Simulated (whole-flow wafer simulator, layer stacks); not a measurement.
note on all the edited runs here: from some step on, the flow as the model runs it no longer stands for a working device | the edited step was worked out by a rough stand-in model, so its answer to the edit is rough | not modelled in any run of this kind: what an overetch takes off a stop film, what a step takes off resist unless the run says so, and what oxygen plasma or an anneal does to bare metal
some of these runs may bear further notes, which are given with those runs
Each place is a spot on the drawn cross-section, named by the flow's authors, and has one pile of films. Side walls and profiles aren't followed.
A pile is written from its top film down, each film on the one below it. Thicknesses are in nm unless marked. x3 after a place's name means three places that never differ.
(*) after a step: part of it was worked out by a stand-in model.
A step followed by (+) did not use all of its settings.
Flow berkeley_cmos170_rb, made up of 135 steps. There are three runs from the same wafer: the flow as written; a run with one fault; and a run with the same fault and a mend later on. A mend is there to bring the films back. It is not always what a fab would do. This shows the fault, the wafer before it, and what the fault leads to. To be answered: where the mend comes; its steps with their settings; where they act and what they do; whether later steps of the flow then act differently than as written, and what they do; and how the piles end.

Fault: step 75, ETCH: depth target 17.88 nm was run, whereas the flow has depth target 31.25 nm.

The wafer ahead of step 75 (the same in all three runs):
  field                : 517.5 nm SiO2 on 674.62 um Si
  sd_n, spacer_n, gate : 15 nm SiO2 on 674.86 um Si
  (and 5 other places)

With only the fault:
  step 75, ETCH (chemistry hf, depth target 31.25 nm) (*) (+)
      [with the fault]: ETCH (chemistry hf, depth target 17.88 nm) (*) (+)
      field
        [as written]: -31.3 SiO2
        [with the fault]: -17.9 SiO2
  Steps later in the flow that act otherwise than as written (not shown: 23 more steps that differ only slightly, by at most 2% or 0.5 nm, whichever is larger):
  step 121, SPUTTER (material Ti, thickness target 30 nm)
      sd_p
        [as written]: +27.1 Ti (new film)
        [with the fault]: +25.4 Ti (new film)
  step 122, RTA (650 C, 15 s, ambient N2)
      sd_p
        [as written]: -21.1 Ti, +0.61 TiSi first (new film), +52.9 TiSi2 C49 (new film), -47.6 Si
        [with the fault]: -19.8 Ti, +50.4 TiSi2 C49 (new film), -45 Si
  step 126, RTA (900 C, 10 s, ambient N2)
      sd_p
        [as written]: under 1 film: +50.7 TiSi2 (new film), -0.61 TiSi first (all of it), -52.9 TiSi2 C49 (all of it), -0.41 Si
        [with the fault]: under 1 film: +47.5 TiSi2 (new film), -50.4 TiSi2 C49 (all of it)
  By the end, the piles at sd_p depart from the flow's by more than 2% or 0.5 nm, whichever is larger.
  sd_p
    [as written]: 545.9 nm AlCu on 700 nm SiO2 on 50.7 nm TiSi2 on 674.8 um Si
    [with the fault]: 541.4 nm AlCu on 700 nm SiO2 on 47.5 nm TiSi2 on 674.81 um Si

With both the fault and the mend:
  The mend stands after step 75.
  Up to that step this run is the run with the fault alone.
  step 75a, ETCH (chemistry hf, depth target 13.38 nm) (*) (+) (a further turn of the flow's step 75, with different settings)
      field
        -13.4 SiO2
  None of the later steps of the flow differs from how it acts as written, at any place that is followed, by more than 2% or 0.5 nm, whichever is larger.
  At every place that both follow, the piles at the end match the flow's.
